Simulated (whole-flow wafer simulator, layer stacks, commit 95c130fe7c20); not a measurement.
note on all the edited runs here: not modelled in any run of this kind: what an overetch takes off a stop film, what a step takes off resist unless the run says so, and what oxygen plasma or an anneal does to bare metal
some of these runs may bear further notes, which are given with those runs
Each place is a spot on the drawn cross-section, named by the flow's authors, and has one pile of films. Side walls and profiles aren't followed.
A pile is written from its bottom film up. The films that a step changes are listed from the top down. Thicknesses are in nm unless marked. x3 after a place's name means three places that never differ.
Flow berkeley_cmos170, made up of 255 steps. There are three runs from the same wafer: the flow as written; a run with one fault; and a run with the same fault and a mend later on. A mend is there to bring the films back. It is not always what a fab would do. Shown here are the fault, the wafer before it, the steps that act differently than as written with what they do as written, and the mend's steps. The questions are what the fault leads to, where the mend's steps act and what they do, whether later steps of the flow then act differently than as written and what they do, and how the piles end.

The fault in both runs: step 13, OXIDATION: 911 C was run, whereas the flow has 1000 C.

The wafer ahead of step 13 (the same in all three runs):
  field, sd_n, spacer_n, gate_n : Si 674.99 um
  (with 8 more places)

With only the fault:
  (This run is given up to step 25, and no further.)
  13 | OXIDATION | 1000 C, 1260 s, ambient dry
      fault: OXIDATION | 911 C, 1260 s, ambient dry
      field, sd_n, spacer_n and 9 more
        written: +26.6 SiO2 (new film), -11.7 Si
        fault: +11.1 SiO2 (new film), -4.88 Si
  None of the later steps of the flow up to step 25 acts differently than as written at any place that is followed.
  After step 25, at field, sd_n, spacer_n and 9 more, the piles differ from the flow's by more than 2% or 0.5 nm, whichever is larger.
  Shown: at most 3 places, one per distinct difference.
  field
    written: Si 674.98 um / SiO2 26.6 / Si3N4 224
    fault: Si 674.99 um / SiO2 11.1 / Si3N4 224
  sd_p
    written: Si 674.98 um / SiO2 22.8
    fault: Si 674.99 um / SiO2 7.36

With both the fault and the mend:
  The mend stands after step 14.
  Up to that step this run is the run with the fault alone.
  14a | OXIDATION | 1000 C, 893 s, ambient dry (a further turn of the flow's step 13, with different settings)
      field, sd_n, spacer_n and 9 more
        +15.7 SiO2, -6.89 Si
  None of the later steps of the flow differs from how it acts as written, at any place that is followed, by more than 2% or 0.5 nm, whichever is larger.
  When the end is reached, the piles differ only a little from the flow's at the places that both follow, at most by 2% or 0.5 nm, whichever is larger.
